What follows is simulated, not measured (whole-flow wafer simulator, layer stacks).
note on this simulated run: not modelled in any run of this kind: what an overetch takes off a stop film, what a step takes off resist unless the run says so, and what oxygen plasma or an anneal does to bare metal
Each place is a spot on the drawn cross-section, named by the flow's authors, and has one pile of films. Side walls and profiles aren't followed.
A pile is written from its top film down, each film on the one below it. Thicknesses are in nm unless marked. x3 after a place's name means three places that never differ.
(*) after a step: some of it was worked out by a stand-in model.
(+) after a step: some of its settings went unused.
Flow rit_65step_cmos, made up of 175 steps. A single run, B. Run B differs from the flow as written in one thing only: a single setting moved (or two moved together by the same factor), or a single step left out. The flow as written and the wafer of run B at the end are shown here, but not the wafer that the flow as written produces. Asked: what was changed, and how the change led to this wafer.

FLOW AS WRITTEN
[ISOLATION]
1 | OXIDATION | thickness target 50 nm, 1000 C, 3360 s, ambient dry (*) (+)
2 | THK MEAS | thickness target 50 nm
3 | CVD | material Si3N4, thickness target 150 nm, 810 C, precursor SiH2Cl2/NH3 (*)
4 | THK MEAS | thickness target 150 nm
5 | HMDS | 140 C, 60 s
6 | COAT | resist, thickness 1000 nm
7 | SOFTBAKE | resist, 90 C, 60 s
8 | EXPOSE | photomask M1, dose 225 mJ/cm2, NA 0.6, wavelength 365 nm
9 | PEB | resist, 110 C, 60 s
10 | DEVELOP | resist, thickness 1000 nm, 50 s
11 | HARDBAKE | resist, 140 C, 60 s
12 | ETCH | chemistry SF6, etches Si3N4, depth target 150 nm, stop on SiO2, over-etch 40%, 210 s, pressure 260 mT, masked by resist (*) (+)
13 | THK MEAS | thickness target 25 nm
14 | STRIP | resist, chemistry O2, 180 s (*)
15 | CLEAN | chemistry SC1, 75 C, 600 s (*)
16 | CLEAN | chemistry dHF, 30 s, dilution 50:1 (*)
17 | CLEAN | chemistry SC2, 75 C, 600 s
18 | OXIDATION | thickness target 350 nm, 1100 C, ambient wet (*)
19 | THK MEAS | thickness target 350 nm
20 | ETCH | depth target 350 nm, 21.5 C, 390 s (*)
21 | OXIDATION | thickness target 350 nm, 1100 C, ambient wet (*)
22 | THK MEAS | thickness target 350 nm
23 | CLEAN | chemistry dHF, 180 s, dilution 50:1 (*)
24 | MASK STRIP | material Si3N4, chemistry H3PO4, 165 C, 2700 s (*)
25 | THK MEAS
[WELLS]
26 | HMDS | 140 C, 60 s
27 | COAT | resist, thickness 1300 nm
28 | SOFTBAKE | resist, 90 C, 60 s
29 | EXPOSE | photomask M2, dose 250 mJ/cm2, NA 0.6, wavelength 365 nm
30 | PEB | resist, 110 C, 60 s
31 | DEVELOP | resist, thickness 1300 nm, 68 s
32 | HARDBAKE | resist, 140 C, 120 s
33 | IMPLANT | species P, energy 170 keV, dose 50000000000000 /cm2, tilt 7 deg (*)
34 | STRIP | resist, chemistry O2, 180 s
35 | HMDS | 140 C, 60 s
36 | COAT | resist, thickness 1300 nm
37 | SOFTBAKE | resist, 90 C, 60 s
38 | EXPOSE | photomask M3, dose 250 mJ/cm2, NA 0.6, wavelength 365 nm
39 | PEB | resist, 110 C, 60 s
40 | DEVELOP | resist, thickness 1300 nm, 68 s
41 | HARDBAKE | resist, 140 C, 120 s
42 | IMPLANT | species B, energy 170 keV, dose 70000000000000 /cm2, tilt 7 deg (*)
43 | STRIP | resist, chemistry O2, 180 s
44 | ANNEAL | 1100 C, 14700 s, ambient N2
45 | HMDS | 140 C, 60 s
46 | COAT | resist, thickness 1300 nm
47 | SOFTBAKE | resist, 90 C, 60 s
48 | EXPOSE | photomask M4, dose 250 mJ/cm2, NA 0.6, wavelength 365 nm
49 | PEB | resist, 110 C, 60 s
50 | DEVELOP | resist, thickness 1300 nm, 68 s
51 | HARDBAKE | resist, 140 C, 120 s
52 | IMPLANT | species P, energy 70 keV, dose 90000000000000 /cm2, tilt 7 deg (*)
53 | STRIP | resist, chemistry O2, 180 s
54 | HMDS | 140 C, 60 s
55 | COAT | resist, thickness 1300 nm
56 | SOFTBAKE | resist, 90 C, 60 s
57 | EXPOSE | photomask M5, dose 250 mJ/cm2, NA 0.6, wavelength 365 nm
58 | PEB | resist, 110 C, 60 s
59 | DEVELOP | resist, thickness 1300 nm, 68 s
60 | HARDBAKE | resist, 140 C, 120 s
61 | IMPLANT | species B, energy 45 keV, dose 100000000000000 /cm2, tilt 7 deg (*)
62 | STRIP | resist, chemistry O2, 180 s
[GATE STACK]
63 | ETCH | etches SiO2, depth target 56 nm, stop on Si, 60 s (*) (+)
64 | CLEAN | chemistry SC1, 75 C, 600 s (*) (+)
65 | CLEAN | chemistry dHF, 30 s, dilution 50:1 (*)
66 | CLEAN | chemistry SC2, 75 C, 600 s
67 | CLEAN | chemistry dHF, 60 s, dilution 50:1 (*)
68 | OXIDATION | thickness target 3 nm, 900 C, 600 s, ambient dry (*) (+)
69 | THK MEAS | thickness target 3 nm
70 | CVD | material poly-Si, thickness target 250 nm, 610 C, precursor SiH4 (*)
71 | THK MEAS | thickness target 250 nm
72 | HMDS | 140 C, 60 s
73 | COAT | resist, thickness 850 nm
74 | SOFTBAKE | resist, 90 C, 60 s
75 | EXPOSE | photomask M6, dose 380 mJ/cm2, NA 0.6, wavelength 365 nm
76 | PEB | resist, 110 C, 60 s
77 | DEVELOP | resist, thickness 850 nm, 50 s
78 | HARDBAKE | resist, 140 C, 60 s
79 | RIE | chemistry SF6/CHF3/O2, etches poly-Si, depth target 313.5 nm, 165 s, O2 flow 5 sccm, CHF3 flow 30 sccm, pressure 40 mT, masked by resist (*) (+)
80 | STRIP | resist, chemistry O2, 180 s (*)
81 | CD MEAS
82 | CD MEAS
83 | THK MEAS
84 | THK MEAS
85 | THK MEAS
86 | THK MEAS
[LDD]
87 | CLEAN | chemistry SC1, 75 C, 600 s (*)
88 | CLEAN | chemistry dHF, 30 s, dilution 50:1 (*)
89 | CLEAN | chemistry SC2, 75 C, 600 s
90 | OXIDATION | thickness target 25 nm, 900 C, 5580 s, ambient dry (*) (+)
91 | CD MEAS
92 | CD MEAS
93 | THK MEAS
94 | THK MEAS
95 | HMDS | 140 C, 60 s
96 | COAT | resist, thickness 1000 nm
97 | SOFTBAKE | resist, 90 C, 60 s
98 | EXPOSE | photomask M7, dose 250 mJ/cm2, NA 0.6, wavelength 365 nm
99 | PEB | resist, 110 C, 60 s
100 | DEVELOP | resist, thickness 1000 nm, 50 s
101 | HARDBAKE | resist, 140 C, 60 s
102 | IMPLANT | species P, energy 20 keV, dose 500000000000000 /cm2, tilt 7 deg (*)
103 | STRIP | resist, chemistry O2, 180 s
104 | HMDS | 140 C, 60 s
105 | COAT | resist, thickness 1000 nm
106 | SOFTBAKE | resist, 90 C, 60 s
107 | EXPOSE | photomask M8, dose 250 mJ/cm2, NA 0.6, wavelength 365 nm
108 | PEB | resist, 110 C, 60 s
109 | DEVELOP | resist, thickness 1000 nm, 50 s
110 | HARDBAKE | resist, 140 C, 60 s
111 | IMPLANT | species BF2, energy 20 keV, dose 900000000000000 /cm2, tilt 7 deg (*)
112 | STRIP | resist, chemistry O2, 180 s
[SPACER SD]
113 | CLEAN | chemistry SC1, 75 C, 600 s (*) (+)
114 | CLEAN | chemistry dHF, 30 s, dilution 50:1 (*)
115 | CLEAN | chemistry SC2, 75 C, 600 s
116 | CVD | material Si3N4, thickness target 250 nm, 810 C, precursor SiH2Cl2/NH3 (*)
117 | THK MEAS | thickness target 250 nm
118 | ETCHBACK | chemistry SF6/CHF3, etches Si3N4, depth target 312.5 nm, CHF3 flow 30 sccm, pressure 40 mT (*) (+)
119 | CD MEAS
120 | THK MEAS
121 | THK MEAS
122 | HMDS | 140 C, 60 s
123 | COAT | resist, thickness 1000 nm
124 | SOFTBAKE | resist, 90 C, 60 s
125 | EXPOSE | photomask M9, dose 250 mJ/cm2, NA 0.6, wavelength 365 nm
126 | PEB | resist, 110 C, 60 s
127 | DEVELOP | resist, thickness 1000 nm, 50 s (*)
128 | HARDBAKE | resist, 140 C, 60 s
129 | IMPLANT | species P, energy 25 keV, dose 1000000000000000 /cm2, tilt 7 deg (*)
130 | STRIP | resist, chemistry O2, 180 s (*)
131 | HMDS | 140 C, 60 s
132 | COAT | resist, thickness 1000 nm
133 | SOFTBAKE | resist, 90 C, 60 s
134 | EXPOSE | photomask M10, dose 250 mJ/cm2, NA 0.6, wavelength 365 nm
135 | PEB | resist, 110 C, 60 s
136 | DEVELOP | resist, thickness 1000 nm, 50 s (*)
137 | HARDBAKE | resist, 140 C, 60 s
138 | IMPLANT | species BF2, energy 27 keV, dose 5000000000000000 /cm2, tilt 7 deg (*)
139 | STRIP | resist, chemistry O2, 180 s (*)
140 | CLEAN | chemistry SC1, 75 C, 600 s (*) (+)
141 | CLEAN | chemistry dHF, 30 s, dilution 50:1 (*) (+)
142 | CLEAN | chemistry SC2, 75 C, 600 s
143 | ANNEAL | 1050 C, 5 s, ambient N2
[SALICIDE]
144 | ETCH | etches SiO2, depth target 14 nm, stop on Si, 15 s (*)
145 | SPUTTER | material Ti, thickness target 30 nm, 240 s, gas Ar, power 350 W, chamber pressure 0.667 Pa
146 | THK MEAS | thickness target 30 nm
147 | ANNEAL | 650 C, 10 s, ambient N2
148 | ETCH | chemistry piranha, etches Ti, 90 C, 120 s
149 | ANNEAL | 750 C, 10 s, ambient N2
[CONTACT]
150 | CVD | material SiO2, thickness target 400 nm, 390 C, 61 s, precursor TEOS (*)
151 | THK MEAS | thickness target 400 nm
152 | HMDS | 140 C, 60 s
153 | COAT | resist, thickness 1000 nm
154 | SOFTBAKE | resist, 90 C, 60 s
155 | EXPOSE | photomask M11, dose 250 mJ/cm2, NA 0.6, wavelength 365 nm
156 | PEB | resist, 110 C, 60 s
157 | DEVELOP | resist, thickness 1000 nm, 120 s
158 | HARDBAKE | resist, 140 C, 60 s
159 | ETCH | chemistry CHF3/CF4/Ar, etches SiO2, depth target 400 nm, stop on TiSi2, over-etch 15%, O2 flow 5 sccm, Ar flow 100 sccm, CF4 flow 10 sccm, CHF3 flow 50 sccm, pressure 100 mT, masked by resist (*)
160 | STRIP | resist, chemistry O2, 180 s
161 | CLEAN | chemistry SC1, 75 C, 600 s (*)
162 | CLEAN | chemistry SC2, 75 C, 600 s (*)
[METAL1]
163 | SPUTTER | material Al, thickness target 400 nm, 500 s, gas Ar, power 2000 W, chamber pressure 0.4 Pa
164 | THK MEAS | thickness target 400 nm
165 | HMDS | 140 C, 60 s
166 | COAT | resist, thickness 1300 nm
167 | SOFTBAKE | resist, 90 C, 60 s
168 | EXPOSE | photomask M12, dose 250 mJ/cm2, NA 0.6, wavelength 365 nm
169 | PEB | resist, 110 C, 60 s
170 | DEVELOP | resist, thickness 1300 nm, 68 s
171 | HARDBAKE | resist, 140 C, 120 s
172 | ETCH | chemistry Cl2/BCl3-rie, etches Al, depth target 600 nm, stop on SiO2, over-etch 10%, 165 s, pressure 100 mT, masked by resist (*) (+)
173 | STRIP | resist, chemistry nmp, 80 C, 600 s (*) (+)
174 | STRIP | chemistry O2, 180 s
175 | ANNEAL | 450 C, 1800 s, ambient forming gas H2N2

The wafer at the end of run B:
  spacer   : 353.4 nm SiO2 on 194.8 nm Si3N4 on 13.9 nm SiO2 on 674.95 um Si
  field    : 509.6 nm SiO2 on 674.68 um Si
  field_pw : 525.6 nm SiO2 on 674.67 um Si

Cause: step 163, SPUTTER: thickness target 320 nm was run, while the flow as written has thickness target 400 nm.

How this came from the change, step by step:
  163 | SPUTTER | material Al, thickness target 400 nm, 500 s, gas Ar, power 2000 W, chamber pressure 0.4 Pa
      field, field_p, spacer, spacer_p: Al gains 320 (new film) (as written it would have been: Al gains 400 (new film))
      gate_n, gate_p: Al gains 320 (new film) (as written it would have been: Al gains 396 (new film))
      (as well as at 2 more places)
  172 | ETCH | chemistry Cl2/BCl3-rie, etches Al, depth target 600 nm, stop on SiO2, over-etch 10%, 165 s, pressure 100 mT, masked by resist (*) (+)
      field, field_p, spacer, spacer_p: Al loses 320 (all of it), SiO2 loses 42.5 (as written it would have been: Al loses 400 (all of it), SiO2 loses 32.5)
      gate_n, gate_p: Al loses 320 (all of it), SiO2 loses 42.5 (as written it would have been: Al loses 396 (all of it), SiO2 loses 33)
      (as well as at 2 more places)
